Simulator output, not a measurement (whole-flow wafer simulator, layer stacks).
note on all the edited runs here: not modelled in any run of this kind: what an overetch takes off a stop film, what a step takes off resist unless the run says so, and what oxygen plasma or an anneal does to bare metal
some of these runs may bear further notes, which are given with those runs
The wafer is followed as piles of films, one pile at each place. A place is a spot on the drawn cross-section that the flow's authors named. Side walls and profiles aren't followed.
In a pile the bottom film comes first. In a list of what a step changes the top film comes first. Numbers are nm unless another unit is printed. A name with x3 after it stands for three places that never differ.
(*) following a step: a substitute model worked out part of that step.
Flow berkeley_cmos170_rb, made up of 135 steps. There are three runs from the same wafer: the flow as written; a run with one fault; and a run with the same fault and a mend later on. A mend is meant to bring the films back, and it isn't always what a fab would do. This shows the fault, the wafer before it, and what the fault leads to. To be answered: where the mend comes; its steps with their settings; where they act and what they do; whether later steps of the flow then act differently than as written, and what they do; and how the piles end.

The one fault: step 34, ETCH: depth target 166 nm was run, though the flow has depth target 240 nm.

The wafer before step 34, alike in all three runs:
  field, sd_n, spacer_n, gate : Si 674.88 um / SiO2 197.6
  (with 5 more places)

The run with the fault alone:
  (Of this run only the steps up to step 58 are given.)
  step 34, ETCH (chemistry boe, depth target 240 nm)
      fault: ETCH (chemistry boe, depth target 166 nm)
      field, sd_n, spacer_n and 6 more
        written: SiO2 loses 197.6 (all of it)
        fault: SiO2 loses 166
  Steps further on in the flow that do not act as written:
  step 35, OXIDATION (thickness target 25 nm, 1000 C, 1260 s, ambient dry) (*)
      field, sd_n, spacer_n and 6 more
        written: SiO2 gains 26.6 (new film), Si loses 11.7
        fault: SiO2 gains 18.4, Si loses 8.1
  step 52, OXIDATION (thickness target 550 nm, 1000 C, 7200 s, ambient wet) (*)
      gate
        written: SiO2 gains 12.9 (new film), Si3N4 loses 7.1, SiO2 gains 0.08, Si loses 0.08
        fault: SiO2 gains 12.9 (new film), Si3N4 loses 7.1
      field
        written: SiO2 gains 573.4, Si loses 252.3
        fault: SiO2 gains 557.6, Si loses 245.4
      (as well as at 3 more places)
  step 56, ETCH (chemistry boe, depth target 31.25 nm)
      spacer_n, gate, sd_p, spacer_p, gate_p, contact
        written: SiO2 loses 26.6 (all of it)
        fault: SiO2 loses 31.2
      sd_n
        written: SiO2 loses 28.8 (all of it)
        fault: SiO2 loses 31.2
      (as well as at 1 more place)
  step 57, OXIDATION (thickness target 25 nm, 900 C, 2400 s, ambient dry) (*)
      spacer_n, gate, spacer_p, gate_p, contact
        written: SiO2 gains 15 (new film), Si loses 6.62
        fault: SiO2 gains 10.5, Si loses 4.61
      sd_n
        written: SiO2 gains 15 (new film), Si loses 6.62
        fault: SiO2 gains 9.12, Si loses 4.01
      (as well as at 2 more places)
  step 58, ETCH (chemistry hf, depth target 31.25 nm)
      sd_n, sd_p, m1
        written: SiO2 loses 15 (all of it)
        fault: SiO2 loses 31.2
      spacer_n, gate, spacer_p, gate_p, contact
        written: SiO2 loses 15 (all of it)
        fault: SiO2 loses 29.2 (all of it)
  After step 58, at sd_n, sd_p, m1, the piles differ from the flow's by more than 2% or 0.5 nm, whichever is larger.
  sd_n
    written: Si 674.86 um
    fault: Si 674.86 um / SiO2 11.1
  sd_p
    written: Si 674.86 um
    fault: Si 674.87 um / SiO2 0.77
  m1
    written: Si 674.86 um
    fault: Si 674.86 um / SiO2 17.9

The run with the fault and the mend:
  The mend stands after step 34.
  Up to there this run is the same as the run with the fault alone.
  step 34a, ETCH (chemistry boe, depth target 74 nm) (a further turn of the flow's step 34, with different settings)
      field, sd_n, spacer_n and 6 more
        SiO2 loses 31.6 (all of it)
  Later steps of the flow that are run all act as written at every place that is followed.
  The piles end the same as the flow's at every place that both follow.
